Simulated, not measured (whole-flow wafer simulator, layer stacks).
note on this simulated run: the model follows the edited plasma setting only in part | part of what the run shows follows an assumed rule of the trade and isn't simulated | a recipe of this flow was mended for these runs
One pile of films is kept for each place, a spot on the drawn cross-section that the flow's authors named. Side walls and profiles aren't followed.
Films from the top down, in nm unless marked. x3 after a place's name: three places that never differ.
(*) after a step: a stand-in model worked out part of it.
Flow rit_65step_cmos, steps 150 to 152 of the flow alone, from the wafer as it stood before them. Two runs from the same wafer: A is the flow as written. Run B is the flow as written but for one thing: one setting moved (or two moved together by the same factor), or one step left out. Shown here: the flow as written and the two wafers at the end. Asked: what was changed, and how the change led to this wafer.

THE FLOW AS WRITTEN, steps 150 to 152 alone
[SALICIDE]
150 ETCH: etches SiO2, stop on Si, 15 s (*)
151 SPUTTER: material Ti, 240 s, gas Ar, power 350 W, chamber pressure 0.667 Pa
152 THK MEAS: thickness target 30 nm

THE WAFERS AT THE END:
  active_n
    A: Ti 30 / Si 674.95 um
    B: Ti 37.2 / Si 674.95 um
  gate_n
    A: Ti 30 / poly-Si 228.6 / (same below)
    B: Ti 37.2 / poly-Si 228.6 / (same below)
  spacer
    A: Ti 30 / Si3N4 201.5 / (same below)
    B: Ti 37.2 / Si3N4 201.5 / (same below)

The cause: step 151, SPUTTER: power 434 W was run, where the flow has power 350 W.

How the change led to this, step by step:
  151 SPUTTER: material Ti, 240 s, gas Ar, power 350 W, chamber pressure 0.667 Pa
      field, field_pw, field_nw and 11 more: A Ti +30 (new film) | B Ti +37.2 (new film)
